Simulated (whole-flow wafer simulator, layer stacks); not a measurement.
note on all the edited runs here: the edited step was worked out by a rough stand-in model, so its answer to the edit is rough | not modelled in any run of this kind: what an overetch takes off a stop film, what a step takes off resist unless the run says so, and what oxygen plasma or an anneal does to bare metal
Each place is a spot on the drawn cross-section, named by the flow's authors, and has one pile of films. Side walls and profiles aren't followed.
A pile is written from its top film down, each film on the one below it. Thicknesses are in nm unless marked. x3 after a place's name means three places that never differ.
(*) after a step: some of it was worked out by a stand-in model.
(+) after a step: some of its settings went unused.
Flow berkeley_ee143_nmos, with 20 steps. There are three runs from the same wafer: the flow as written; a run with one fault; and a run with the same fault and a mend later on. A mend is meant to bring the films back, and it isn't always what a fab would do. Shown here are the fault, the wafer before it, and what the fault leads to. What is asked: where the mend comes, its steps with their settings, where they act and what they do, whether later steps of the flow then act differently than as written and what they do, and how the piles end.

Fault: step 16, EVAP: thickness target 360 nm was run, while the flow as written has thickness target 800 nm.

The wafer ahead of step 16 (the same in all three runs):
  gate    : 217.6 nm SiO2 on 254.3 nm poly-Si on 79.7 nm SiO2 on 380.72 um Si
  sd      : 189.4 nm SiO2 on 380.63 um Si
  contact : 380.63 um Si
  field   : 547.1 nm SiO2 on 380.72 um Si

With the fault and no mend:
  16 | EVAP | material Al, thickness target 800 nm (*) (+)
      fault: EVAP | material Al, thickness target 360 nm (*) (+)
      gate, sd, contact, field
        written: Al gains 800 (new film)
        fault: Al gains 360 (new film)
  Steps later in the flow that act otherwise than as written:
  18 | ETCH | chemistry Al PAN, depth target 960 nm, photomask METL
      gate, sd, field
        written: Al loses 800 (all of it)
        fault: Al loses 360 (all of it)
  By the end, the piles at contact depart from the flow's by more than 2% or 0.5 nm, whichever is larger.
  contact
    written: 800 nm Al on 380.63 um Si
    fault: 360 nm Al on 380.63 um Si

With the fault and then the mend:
  The mend stands after step 16.
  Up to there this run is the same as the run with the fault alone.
  16a | EVAP | material Al, thickness target 440 nm (*) (+) (the flow's step 16, run once more with other settings)
      gate, sd, contact, field
        Al gains 440
  None of the later steps of the flow acts differently than as written at any place that is followed.
  By the end, the piles equal the flow's at every place that both follow.
